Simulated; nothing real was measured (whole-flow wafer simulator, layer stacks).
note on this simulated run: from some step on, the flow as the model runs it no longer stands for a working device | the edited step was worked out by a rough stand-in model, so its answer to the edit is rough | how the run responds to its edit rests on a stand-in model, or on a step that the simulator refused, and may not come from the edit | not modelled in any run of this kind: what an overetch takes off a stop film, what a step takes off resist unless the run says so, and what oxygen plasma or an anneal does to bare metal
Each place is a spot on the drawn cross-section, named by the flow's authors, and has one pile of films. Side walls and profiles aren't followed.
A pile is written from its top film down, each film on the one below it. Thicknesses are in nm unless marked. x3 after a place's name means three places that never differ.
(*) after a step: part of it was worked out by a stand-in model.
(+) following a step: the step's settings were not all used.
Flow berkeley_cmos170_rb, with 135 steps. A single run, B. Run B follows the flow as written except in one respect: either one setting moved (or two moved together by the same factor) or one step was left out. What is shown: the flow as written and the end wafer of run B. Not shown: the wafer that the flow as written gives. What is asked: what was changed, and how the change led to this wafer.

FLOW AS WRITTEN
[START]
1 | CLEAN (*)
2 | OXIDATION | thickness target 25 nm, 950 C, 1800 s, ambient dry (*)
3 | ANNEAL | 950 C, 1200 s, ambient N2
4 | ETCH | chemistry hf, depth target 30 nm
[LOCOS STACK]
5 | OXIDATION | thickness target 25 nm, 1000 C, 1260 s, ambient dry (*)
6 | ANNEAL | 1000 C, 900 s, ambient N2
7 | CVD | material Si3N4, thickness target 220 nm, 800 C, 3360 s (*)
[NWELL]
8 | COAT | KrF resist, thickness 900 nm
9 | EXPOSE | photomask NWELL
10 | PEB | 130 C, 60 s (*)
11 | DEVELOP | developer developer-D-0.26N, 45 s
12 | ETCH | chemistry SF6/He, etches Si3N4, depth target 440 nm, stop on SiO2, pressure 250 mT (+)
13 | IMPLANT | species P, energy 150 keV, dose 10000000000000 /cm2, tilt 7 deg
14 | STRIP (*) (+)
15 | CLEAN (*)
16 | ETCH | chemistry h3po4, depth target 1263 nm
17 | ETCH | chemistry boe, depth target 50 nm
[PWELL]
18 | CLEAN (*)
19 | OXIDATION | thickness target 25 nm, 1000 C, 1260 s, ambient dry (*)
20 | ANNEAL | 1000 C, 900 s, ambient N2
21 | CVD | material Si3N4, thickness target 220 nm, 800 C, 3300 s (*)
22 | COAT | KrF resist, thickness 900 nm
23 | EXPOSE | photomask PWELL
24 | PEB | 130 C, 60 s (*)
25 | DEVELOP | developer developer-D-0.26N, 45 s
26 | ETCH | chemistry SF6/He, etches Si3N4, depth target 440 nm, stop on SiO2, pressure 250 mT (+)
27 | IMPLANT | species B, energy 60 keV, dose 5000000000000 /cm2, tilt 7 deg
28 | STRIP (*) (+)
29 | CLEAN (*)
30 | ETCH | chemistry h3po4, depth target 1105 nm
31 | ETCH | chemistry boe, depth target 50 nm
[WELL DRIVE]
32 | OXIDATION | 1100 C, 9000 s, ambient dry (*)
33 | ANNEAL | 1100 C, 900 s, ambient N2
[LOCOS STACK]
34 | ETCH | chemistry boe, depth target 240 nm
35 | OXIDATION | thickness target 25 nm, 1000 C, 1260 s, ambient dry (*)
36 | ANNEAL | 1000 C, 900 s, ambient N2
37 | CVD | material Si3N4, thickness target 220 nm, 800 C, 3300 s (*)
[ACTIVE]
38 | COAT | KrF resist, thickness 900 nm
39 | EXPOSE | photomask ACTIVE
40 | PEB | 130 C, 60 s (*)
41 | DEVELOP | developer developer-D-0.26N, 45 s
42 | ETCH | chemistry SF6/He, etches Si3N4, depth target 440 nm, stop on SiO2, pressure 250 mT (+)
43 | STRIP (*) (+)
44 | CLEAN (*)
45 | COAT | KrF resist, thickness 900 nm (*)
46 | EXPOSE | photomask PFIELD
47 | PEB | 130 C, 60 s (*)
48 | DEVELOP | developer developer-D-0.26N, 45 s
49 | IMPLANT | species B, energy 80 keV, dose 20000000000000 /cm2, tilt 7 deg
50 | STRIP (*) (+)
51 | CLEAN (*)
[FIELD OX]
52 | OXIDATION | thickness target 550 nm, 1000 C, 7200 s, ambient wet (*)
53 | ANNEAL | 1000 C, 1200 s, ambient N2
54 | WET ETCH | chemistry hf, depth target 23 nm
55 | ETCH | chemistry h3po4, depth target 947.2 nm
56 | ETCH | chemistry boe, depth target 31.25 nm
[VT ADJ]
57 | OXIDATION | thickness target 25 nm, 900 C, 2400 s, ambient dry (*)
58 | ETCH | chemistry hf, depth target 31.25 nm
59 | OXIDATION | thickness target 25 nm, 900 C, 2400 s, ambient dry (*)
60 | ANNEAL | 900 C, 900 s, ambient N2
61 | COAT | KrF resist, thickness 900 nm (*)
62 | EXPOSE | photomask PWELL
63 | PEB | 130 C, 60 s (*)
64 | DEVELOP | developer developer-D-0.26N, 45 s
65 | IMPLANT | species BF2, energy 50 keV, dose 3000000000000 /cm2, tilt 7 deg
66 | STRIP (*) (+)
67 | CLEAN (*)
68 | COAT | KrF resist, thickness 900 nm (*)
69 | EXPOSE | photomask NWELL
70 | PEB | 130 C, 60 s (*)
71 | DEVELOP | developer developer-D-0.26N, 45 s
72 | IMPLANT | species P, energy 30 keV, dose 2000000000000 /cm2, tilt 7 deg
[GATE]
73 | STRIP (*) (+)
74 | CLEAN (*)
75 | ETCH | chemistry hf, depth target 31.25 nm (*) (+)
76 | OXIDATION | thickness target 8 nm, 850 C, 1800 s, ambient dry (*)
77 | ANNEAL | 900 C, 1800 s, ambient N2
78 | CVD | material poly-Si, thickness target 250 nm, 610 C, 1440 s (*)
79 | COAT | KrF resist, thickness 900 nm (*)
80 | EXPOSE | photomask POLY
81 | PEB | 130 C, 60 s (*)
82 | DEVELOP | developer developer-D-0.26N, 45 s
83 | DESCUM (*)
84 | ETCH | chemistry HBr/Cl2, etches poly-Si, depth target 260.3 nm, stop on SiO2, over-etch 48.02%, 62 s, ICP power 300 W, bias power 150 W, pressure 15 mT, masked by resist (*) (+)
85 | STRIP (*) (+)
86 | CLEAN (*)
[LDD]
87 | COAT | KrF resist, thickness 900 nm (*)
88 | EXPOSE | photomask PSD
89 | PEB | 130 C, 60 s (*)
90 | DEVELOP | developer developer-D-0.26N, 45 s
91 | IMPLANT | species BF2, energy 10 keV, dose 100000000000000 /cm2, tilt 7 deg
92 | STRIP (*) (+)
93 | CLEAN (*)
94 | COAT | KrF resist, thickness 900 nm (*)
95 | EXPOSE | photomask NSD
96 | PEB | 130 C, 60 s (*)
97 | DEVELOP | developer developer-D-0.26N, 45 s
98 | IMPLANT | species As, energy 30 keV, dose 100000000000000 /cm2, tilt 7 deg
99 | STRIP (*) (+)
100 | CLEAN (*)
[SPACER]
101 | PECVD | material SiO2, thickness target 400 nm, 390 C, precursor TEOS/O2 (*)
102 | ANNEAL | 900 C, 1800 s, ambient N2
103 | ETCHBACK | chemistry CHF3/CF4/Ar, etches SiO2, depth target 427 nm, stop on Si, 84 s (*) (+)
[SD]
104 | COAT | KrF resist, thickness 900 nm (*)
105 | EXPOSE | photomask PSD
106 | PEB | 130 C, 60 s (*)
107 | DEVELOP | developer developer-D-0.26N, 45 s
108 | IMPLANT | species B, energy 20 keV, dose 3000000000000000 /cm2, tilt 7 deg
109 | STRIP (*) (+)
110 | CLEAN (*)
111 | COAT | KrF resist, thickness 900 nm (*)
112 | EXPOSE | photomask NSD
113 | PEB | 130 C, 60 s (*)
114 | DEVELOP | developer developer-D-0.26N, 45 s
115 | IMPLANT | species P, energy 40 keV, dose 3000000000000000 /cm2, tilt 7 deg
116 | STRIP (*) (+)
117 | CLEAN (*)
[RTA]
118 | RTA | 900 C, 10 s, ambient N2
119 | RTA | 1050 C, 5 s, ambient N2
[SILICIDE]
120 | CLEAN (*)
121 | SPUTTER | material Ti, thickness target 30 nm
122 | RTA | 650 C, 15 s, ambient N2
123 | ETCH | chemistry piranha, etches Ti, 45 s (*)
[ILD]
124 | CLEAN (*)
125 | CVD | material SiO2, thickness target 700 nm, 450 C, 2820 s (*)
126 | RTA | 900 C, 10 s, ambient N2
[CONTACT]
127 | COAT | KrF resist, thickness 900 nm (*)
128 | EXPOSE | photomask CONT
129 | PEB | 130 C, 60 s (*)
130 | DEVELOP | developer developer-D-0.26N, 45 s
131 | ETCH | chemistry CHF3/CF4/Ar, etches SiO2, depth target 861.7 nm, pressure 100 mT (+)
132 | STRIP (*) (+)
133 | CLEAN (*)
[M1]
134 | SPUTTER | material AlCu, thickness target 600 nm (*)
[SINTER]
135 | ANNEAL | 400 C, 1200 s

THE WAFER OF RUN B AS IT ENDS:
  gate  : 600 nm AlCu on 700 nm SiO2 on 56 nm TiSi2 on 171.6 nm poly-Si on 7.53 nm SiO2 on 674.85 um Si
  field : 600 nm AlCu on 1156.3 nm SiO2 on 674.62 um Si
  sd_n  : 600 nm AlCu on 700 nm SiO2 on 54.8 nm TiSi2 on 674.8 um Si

What caused this: step 78, CVD: 1296 s was run, whereas the flow has 1440 s.

The path from the change to this, step by step:
  78 | CVD | material poly-Si, thickness target 250 nm, 610 C, 1440 s (*)
      field, sd_n, spacer_n and 6 more: +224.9 poly-Si (new film) (in the flow as written it would be: +250 poly-Si (new film))
  84 | ETCH | chemistry HBr/Cl2, etches poly-Si, depth target 260.3 nm, stop on SiO2, over-etch 48.02%, 62 s, ICP power 300 W, bias power 150 W, pressure 15 mT, masked by resist (*) (+)
      field, sd_n, spacer_n, sd_p, spacer_p, contact, m1: -224.9 poly-Si (all of it), -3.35 SiO2 (in the flow as written it would be: -250 poly-Si (all of it), -1.42 SiO2)
  87 | COAT | KrF resist, thickness 900 nm (*)
      gate: +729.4 KrF resist (new film) (in the flow as written it would be: +706 KrF resist (new film))
      gate_p: +730 KrF resist (new film) (in the flow as written it would be: +706.3 KrF resist (new film))
  90 | DEVELOP | developer developer-D-0.26N, 45 s
      gate_p: -730 KrF resist (all of it) (in the flow as written it would be: -706.3 KrF resist (all of it))
  92 | STRIP (*) (+)
      gate: -715.2 KrF resist (all of it) (in the flow as written it would be: -691.8 KrF resist (all of it))
  94 | COAT | KrF resist, thickness 900 nm (*)
      gate: +729.4 KrF resist (new film) (in the flow as written it would be: +706 KrF resist (new film))
      gate_p: +730 KrF resist (new film) (in the flow as written it would be: +706.3 KrF resist (new film))
  97 | DEVELOP | developer developer-D-0.26N, 45 s
      gate: -729.4 KrF resist (all of it) (in the flow as written it would be: -706 KrF resist (all of it))
  99 | STRIP (*) (+)
      gate_p: -715.8 KrF resist (all of it) (in the flow as written it would be: -692.1 KrF resist (all of it))
  103 | ETCHBACK | chemistry CHF3/CF4/Ar, etches SiO2, depth target 427 nm, stop on Si, 84 s (*) (+)
      spacer_n: -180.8 SiO2 (in the flow as written it would be: -157.9 SiO2)
      spacer_p: -180.7 SiO2 (in the flow as written it would be: -157.9 SiO2)
  104 | COAT | KrF resist, thickness 900 nm (*)
      spacer_n: +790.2 KrF resist (new film) (in the flow as written it would be: +766.3 KrF resist (new film))
      gate: +765.5 KrF resist (new film) (in the flow as written it would be: +742.1 KrF resist (new film))
      (and at 2 other places as well)
  107 | DEVELOP | developer developer-D-0.26N, 45 s
      spacer_p: -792 KrF resist (all of it) (in the flow as written it would be: -767.7 KrF resist (all of it))
      gate_p: -766.8 KrF resist (all of it) (in the flow as written it would be: -743.2 KrF resist (all of it))
  109 | STRIP (*) (+)
      spacer_n: -776 KrF resist (all of it) (in the flow as written it would be: -752.1 KrF resist (all of it))
      gate: -751.3 KrF resist (all of it) (in the flow as written it would be: -727.9 KrF resist (all of it))
  111 | COAT | KrF resist, thickness 900 nm (*)
      spacer_n: +790.2 KrF resist (new film) (in the flow as written it would be: +766.3 KrF resist (new film))
      gate: +765.5 KrF resist (new film) (in the flow as written it would be: +742.1 KrF resist (new film))
      (and at 2 other places as well)
  114 | DEVELOP | developer developer-D-0.26N, 45 s
      spacer_n: -790.2 KrF resist (all of it) (in the flow as written it would be: -766.3 KrF resist (all of it))
      gate: -765.5 KrF resist (all of it) (in the flow as written it would be: -742.1 KrF resist (all of it))
  116 | STRIP (*) (+)
      spacer_p: -777.8 KrF resist (all of it) (in the flow as written it would be: -753.5 KrF resist (all of it))
      gate_p: -752.6 KrF resist (all of it) (in the flow as written it would be: -729 KrF resist (all of it))
  121 | SPUTTER | material Ti, thickness target 30 nm
      sd_n, spacer_n: +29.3 Ti (new film) (in the flow as written it would be: +30 Ti (new film))
      sd_p: +26.2 Ti (new film) (in the flow as written it would be: +27.1 Ti (new film))
      (and at 1 other place as well)
  ... 2 further steps ...
  126 | RTA | 900 C, 10 s, ambient N2
      sd_p: under 1 film: +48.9 TiSi2 (new film), -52 TiSi2 C49 (all of it) (in the flow as written it would be: under 1 film: +50.7 TiSi2 (new film), -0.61 TiSi first (all of it), -52.9 TiSi2 C49 (all of it), -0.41 Si)
      sd_n: under 1 film: +54.8 TiSi2 (new film), -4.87 TiSi first (all of it), -50.9 TiSi2 C49 (all of it), -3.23 Si (in the flow as written it would be: under 1 film: +56 TiSi2 (new film), -6.2 TiSi first (all of it), -50.3 TiSi2 C49 (all of it), -4.12 Si)
